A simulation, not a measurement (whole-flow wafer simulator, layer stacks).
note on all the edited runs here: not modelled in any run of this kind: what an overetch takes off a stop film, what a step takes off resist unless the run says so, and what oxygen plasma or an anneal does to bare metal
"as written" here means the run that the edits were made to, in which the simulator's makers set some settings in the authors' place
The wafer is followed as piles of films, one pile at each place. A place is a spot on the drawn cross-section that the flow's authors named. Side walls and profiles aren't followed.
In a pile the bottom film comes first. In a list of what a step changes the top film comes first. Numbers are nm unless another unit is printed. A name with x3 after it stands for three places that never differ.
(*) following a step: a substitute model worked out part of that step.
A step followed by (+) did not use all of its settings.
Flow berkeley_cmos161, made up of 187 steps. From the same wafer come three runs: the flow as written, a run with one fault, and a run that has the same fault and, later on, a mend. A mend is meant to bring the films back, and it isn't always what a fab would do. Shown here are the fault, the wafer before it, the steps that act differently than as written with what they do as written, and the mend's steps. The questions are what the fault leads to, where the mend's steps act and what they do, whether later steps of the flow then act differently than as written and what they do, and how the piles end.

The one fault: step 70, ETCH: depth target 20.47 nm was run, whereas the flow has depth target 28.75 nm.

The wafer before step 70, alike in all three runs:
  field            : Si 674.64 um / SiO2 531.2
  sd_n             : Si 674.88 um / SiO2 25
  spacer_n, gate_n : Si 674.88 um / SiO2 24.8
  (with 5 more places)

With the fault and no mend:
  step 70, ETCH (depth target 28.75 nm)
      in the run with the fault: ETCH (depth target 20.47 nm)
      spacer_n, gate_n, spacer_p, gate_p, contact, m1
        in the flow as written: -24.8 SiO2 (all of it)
        in the run with the fault: -20.5 SiO2
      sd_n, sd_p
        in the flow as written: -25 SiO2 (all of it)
        in the run with the fault: -20.5 SiO2
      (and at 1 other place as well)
  Later steps of the flow acting differently than as written (46 other steps are not shown; they differ only slightly, by no more than 2% or 0.5 nm, whichever is larger):
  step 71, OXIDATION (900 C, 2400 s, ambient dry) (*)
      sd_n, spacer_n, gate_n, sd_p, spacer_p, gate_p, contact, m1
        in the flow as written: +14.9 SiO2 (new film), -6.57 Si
        in the run with the fault: +12.9 SiO2, -5.69 Si
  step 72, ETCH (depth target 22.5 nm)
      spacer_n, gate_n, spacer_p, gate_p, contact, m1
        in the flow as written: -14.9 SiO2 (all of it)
        in the run with the fault: -17.3 SiO2 (all of it)
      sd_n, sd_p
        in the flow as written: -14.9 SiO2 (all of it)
        in the run with the fault: -17.5 SiO2 (all of it)
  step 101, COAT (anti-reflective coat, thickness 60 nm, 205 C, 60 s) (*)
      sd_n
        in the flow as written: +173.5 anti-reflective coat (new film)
        in the run with the fault: +178.6 anti-reflective coat (new film)
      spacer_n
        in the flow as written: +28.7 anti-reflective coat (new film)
        in the run with the fault: +27.3 anti-reflective coat (new film)
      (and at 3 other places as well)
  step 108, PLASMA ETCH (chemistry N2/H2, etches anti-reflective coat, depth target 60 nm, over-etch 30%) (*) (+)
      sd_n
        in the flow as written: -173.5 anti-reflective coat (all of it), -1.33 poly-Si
        in the run with the fault: -178.6 anti-reflective coat (all of it), -1.37 poly-Si
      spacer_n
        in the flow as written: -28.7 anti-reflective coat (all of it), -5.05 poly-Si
        in the run with the fault: -27.3 anti-reflective coat (all of it), -5.25 poly-Si
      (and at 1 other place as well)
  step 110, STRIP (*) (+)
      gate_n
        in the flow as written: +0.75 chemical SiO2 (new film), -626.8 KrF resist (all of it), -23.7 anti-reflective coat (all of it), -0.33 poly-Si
        in the run with the fault: +0.75 chemical SiO2 (new film), -631.4 KrF resist (all of it), -22.4 anti-reflective coat (all of it), -0.33 poly-Si
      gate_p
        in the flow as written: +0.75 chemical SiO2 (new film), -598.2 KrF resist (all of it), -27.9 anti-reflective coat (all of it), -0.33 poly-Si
        in the run with the fault: +0.75 chemical SiO2 (new film), -601 KrF resist (all of it), -27.2 anti-reflective coat (all of it), -0.33 poly-Si
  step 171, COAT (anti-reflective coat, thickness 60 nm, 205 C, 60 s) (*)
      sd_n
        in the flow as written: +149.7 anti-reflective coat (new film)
        in the run with the fault: +155.7 anti-reflective coat (new film)
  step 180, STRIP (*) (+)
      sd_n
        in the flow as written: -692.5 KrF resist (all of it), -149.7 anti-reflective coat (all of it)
        in the run with the fault: -691.2 KrF resist (all of it), -155.7 anti-reflective coat (all of it)
  When the end is reached, the piles differ only a little from the flow's at the places that both follow, at most by 2% or 0.5 nm, whichever is larger.

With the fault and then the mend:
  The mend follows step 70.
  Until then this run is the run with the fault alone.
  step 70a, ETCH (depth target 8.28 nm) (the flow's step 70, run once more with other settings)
      spacer_n, gate_n, spacer_p, gate_p, contact, m1
        -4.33 SiO2 (all of it)
      sd_n, sd_p
        -4.57 SiO2 (all of it)
      field
        -8.28 SiO2
  Later steps of the flow that are run all act as written at every place that is followed.
  By the end, the piles equal the flow's at every place that both follow.
